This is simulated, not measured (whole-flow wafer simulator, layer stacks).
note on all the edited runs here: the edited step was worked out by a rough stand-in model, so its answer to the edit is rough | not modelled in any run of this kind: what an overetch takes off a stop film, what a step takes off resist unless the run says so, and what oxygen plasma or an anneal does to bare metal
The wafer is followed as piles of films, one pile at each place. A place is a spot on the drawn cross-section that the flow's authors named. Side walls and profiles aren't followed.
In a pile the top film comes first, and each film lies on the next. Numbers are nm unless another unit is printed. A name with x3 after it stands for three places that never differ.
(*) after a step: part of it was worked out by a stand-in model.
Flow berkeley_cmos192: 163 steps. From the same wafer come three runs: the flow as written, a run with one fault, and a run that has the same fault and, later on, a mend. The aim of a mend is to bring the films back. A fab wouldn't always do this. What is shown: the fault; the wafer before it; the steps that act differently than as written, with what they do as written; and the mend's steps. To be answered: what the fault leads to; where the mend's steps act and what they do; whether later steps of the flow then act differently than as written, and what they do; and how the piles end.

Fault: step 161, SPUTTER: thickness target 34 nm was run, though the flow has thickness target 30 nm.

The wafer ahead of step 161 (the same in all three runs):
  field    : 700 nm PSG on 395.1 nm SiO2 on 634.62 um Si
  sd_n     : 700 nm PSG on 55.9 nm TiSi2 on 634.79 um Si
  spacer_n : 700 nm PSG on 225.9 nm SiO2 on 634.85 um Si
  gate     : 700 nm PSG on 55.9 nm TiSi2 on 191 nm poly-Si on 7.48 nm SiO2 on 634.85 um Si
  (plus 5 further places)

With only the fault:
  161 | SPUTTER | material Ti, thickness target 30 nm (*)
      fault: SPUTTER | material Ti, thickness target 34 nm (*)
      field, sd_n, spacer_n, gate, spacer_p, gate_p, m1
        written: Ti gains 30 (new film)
        fault: Ti gains 34 (new film)
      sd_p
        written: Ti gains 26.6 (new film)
        fault: Ti gains 30.2 (new film)
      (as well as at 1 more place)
  Every later step of the flow that is run acts as written, at every place that is followed, to within 2% or 0.5 nm, whichever is larger.
  At field, sd_n, spacer_n and 6 more, the piles at the end differ from the flow's by more than 2% or 0.5 nm, whichever is larger.
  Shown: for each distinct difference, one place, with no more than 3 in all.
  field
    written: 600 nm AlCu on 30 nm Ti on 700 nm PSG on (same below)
    fault: 600 nm AlCu on 34 nm Ti on 700 nm PSG on (same below)
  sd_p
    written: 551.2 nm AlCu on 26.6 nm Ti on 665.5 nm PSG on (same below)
    fault: 551 nm AlCu on 30.2 nm Ti on 665.5 nm PSG on (same below)
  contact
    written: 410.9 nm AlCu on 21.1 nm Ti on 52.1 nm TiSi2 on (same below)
    fault: 410.3 nm AlCu on 23.9 nm Ti on 52.1 nm TiSi2 on (same below)

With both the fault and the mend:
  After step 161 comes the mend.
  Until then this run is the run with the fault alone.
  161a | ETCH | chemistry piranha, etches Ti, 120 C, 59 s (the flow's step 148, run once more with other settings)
      field, sd_n, spacer_n, gate, spacer_p, gate_p, m1
        Ti loses 34 (all of it)
      sd_p
        Ti loses 30.2 (all of it)
      contact
        Ti loses 23.9 (all of it), TiSi2 loses 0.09
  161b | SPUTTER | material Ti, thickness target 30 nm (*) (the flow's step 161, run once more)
      field, sd_n, spacer_n, gate, spacer_p, gate_p, m1
        Ti gains 30 (new film)
      sd_p
        Ti gains 26.6 (new film)
      contact
        Ti gains 21.1 (new film)
  Every later step of the flow that is run acts as written at every place that is followed.
  The piles end only slightly different from the flow's at the places that both follow, by no more than 2% or 0.5 nm, whichever is larger.
